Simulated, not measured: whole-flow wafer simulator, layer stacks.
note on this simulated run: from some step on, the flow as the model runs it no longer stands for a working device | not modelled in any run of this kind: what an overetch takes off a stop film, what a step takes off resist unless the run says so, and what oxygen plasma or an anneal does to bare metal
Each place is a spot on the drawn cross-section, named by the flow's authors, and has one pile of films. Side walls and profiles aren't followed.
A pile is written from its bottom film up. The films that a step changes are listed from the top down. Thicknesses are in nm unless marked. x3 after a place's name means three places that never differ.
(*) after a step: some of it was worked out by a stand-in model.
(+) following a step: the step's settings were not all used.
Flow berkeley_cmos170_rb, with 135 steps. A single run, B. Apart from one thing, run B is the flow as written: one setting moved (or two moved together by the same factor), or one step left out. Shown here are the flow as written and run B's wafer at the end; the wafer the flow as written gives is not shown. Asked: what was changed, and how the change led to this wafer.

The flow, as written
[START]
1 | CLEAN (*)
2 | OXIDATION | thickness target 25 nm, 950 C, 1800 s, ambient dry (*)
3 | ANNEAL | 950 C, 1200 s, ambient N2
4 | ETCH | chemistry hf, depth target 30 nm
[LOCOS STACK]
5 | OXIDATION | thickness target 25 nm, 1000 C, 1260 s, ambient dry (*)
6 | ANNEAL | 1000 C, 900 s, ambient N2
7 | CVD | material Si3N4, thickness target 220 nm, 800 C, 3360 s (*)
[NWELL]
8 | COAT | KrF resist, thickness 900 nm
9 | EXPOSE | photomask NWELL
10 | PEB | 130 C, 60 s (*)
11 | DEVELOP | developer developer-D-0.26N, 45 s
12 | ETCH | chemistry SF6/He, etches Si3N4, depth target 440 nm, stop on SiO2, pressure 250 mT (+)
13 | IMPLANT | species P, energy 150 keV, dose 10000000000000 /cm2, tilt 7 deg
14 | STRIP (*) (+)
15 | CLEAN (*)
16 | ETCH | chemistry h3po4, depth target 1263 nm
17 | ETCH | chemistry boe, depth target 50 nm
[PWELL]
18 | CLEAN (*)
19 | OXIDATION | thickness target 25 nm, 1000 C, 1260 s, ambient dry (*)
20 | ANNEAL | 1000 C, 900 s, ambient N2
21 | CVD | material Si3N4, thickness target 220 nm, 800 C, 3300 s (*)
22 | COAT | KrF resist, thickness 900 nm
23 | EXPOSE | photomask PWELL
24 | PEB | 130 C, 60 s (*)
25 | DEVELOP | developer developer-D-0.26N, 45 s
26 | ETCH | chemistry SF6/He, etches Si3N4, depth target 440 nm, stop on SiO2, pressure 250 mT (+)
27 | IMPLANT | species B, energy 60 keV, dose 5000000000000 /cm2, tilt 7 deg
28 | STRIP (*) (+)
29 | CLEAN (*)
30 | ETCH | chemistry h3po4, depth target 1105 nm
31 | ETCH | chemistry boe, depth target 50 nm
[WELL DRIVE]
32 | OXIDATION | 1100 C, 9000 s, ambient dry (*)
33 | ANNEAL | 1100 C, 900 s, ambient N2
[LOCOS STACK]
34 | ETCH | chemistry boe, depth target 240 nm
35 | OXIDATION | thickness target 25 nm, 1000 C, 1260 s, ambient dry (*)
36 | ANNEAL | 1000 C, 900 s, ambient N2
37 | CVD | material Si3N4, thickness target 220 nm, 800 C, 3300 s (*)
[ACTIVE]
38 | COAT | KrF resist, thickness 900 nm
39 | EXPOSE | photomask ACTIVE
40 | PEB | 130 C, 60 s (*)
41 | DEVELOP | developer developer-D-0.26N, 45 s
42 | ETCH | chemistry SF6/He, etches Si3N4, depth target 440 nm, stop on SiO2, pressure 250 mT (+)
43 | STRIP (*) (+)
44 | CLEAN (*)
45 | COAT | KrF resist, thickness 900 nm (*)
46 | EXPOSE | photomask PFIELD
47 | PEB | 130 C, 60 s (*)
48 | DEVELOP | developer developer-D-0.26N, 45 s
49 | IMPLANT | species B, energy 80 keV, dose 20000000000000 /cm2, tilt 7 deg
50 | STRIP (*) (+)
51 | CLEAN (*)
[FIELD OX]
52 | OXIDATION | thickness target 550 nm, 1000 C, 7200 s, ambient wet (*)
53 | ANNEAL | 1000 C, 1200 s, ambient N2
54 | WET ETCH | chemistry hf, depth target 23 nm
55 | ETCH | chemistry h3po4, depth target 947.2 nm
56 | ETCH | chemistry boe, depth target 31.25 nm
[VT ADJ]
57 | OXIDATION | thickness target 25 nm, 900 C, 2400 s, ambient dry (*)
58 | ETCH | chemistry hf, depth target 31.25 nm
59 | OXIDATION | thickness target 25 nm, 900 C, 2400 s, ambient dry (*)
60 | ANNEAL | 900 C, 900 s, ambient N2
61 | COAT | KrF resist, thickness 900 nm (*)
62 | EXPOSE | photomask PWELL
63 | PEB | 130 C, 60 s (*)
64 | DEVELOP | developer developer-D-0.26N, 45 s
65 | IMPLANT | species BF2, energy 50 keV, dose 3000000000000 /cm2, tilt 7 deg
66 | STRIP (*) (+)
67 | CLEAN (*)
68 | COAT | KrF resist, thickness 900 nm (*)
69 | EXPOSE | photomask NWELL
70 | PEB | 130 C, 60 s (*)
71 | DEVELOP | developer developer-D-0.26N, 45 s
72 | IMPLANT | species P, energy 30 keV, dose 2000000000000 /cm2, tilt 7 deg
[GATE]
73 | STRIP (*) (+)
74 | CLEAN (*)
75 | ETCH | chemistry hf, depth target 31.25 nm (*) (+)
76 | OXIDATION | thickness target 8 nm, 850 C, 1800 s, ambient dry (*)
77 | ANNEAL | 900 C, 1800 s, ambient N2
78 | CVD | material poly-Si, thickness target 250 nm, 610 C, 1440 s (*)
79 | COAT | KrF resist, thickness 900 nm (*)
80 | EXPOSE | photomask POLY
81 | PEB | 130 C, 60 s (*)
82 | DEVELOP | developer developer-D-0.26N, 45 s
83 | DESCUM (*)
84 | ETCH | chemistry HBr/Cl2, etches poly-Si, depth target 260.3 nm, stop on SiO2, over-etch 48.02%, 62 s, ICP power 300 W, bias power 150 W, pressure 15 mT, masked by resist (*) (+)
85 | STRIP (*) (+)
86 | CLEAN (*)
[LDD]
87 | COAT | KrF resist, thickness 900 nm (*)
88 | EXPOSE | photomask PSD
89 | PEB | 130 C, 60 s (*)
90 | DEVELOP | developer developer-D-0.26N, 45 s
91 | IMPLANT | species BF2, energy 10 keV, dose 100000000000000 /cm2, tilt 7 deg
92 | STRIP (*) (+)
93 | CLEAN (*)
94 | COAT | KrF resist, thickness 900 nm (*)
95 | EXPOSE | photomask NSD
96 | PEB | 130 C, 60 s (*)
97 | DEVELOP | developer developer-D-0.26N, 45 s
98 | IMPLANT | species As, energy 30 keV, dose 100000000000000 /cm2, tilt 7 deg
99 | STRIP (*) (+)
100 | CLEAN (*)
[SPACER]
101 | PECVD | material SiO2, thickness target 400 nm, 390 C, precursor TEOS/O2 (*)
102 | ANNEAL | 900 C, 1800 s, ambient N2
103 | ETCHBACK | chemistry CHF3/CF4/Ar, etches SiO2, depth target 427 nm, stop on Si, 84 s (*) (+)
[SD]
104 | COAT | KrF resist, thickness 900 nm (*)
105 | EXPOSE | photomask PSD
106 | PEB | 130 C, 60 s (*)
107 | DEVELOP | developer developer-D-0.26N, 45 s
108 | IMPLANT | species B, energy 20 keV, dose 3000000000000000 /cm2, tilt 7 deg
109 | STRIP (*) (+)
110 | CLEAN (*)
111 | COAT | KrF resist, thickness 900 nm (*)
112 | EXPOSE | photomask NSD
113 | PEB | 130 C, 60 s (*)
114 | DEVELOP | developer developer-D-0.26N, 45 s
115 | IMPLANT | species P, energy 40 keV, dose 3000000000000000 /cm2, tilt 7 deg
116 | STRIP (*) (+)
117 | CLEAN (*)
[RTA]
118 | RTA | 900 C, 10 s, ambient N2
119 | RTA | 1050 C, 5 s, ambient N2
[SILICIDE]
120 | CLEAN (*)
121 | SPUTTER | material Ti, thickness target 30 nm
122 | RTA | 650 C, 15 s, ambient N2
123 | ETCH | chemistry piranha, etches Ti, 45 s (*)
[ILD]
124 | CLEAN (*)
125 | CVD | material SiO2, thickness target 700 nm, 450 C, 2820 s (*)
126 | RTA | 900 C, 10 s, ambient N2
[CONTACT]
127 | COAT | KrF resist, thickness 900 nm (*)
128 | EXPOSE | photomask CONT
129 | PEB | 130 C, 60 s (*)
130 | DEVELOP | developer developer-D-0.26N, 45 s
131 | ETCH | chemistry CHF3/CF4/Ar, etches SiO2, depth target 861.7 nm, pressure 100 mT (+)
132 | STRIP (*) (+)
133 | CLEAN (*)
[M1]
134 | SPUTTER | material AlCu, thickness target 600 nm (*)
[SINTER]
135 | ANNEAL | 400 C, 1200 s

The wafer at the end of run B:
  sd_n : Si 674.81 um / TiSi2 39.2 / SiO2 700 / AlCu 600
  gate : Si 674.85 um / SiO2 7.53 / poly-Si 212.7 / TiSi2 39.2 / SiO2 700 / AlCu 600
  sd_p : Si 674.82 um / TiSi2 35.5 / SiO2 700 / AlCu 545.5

Cause: step 121, SPUTTER: thickness target 21 nm was run, while the flow as written has thickness target 30 nm.

The path from the change to this, step by step:
  121 | SPUTTER | material Ti, thickness target 30 nm
      field, sd_n, spacer_n, gate, spacer_p, gate_p, contact, m1: +21 Ti (new film) (it would be, as written: +30 Ti (new film))
      sd_p: +19 Ti (new film) (it would be, as written: +27.1 Ti (new film))
  122 | RTA | 650 C, 15 s, ambient N2
      sd_n, contact, m1: -16.4 Ti, +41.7 TiSi2 C49 (new film), -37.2 Si (it would be, as written: -23.4 Ti, +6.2 TiSi first (new film), +50.3 TiSi2 C49 (new film), -49 Si)
      gate, gate_p: -16.4 Ti, +41.7 TiSi2 C49 (new film), -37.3 poly-Si (it would be, as written: -23.4 Ti, +6.2 TiSi first (new film), +50.3 TiSi2 C49 (new film), -49.2 poly-Si)
      (as well as at 1 more place)
  123 | ETCH | chemistry piranha, etches Ti, 45 s (*)
      sd_n, gate, gate_p, contact, m1: -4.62 Ti (all of it) (it would be, as written: -6.6 Ti (all of it))
      field, spacer_n, spacer_p: -21 Ti (all of it) (it would be, as written: -30 Ti (all of it))
      (as well as at 1 more place)
  126 | RTA | 900 C, 10 s, ambient N2
      sd_n, contact, m1: under 1 film: +39.2 TiSi2 (new film), -41.7 TiSi2 C49 (all of it) (it would be, as written: under 1 film: +56 TiSi2 (new film), -6.2 TiSi first (all of it), -50.3 TiSi2 C49 (all of it), -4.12 Si)
      gate, gate_p: under 1 film: +39.2 TiSi2 (new film), -41.7 TiSi2 C49 (all of it) (it would be, as written: under 1 film: +56 TiSi2 (new film), -6.2 TiSi first (all of it), -50.3 TiSi2 C49 (all of it), -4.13 poly-Si)
      (as well as at 1 more place)
